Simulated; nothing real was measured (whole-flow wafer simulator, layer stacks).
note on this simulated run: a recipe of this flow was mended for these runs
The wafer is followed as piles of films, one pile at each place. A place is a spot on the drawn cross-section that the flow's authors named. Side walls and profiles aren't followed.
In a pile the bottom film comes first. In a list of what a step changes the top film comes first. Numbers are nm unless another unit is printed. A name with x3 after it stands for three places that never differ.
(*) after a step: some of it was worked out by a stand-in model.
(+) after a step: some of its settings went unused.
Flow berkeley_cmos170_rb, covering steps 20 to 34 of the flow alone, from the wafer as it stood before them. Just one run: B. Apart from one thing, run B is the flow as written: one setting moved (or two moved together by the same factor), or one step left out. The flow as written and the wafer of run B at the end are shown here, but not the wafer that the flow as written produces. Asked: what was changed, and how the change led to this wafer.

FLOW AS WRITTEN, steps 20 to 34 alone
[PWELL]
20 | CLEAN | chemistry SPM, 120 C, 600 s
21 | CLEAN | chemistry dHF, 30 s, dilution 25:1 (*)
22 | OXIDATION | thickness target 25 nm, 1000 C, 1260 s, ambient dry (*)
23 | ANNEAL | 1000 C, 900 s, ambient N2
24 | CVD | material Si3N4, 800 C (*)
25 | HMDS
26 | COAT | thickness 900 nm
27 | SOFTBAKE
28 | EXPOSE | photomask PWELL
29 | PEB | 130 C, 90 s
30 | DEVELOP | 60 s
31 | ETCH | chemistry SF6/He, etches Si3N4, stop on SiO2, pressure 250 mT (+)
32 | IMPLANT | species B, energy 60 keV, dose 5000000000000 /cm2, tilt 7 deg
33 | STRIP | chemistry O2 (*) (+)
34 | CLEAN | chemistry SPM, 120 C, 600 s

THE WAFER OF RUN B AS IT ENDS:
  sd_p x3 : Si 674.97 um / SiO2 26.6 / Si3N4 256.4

The reason: step 24, CVD: 812 C was run, whereas the flow has 800 C.

How this came from the change, step by step:
  24 | CVD | material Si3N4, 800 C (*)
      field x6, sd_p x3: +256.4 Si3N4 (new film) (it would be, as written: +220 Si3N4 (new film))
  31 | ETCH | chemistry SF6/He, etches Si3N4, stop on SiO2, pressure 250 mT (+)
      field x6: -256.4 Si3N4 (all of it), -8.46 SiO2 (it would be, as written: -220 Si3N4 (all of it), -8.46 SiO2)
      sd_p x3: -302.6 KrF-resist (it would be, as written: -263 KrF-resist)
  33 | STRIP | chemistry O2 (*) (+)
      sd_p x3: -580.5 KrF-resist (all of it) (it would be, as written: -620 KrF-resist (all of it))
